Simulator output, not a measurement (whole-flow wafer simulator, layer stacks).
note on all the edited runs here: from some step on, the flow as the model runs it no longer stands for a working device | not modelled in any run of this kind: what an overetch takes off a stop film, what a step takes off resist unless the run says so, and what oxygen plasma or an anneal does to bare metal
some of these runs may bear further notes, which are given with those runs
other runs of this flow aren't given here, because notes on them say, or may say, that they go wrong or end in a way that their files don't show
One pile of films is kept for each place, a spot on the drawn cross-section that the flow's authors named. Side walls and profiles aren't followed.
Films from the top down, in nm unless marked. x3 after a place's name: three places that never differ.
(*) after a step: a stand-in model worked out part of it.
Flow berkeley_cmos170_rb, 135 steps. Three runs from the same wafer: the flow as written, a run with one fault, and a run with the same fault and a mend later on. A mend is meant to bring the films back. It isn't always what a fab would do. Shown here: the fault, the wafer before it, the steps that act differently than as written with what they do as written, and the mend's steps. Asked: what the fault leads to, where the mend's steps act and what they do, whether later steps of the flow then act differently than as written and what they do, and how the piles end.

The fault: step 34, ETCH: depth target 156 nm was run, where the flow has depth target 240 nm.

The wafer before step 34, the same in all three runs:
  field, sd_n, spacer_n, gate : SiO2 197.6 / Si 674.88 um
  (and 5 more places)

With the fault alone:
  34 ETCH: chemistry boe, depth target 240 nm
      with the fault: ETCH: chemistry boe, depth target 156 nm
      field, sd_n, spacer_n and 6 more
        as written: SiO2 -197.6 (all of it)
        with the fault: SiO2 -156
  Later steps of the flow that act differently than as written (19 more steps differ only slightly, by at most 2% or 0.5 nm, whichever is larger, and aren't shown):
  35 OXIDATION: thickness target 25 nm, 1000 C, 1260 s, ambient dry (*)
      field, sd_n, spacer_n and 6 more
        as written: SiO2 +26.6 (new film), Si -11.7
        with the fault: SiO2 +16.7, Si -7.36
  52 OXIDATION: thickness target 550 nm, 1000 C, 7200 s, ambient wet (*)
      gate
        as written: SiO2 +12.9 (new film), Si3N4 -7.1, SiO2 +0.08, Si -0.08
        with the fault: SiO2 +12.9 (new film), Si3N4 -7.1
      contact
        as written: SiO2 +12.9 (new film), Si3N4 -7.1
        with the fault: SiO2 +12.9 (new film), Si3N4 -7.1, SiO2 +0.07, Si -0.07
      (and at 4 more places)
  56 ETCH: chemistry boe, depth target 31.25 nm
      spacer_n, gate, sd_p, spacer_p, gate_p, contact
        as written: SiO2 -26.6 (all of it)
        with the fault: SiO2 -31.2
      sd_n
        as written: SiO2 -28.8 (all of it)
        with the fault: SiO2 -31.3
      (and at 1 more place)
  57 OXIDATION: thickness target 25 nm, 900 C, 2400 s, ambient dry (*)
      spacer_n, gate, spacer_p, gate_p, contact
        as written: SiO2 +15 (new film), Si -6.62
        with the fault: SiO2 +9.73, Si -4.28
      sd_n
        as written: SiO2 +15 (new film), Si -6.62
        with the fault: SiO2 +8.28, Si -3.64
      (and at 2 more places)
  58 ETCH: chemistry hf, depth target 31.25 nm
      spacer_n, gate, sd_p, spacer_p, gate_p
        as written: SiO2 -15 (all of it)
        with the fault: SiO2 -31.3
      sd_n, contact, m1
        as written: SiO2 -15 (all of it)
        with the fault: SiO2 -31.2
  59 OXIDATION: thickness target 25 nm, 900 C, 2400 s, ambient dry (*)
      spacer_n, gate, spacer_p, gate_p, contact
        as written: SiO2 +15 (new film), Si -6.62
        with the fault: SiO2 +11.2, Si -4.93
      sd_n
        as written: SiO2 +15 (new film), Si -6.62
        with the fault: SiO2 +8.3, Si -3.65
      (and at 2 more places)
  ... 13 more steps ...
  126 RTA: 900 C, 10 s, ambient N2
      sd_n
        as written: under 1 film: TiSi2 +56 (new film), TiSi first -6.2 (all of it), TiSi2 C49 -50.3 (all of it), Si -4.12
        with the fault: under 1 film: TiSi2 +47.7 (new film), TiSi2 C49 -50.7 (all of it)
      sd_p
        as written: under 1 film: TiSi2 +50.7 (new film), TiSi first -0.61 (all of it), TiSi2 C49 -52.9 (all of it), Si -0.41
        with the fault: under 1 film: TiSi2 +47.6 (new film), TiSi2 C49 -50.5 (all of it)
  At the end the piles differ from the flow's by more than 2% or 0.5 nm, whichever is larger, at sd_n, sd_p.
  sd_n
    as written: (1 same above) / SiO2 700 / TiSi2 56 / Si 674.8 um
    with the fault: (1 same above) / SiO2 700 / TiSi2 47.7 / Si 674.81 um
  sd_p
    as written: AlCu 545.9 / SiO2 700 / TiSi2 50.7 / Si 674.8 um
    with the fault: AlCu 540.8 / SiO2 700 / TiSi2 47.6 / Si 674.81 um

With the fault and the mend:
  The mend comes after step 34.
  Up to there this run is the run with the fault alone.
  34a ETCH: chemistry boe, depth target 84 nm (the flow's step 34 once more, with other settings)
      field, sd_n, spacer_n and 6 more
        SiO2 -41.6 (all of it)
  No later step of the flow acts differently than as written at any place that is followed.
  At the end the piles are the same as the flow's at every place that both follow.
